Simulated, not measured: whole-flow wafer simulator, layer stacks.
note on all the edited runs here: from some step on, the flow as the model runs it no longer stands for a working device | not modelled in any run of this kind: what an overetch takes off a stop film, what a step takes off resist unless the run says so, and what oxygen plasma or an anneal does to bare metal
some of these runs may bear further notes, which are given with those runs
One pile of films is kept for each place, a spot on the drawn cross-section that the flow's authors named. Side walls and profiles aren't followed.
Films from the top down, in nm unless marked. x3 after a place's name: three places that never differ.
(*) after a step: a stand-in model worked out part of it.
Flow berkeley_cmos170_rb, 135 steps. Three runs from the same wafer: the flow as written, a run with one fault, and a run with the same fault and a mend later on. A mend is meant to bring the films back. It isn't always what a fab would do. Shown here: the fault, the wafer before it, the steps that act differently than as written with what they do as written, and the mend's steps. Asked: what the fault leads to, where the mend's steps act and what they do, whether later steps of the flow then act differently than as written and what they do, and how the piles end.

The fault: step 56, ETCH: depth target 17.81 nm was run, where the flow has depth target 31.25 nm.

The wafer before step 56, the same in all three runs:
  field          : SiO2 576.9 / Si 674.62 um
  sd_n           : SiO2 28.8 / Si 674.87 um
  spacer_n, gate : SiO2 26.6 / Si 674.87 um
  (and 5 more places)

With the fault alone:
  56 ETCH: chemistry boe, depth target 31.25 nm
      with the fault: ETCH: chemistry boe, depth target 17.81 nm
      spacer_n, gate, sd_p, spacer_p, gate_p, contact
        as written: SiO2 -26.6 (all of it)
        with the fault: SiO2 -17.8
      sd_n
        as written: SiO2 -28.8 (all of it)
        with the fault: SiO2 -17.8
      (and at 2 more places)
  Later steps of the flow that act differently than as written (31 more steps differ only slightly, by at most 2% or 0.5 nm, whichever is larger, and aren't shown):
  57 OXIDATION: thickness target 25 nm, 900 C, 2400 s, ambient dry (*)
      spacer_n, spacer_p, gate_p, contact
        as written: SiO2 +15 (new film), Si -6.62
        with the fault: SiO2 +12.3, Si -5.42
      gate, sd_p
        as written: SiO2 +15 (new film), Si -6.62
        with the fault: SiO2 +12.3, Si -5.41
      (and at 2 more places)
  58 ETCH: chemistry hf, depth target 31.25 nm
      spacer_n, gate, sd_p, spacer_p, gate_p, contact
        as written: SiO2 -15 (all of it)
        with the fault: SiO2 -21.1 (all of it)
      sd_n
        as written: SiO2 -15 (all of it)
        with the fault: SiO2 -22.8 (all of it)
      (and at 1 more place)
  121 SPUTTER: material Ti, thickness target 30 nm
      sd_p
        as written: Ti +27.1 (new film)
        with the fault: Ti +25.2 (new film)
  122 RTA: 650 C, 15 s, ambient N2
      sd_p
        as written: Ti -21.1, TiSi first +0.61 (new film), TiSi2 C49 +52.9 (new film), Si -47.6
        with the fault: Ti -19.7, TiSi2 C49 +50.1 (new film), Si -44.7
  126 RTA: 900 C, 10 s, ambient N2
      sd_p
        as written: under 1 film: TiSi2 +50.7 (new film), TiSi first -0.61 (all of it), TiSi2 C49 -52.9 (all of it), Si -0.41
        with the fault: under 1 film: TiSi2 +47.2 (new film), TiSi2 C49 -50.1 (all of it)
  At the end the piles differ from the flow's by more than 2% or 0.5 nm, whichever is larger, at sd_p.
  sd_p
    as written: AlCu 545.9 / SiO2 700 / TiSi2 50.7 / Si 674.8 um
    with the fault: AlCu 541.4 / SiO2 700 / TiSi2 47.2 / Si 674.81 um

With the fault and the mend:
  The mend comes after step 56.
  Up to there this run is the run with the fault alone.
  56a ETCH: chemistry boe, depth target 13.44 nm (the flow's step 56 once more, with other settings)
      spacer_n, spacer_p, gate_p, contact
        SiO2 -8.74 (all of it)
      gate, sd_p
        SiO2 -8.82 (all of it)
      field
        SiO2 -13.4
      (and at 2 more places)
  No later step of the flow acts differently than as written, at any place that is followed, by more than 2% or 0.5 nm, whichever is larger.
  At the end the piles are the same as the flow's at every place that both follow.
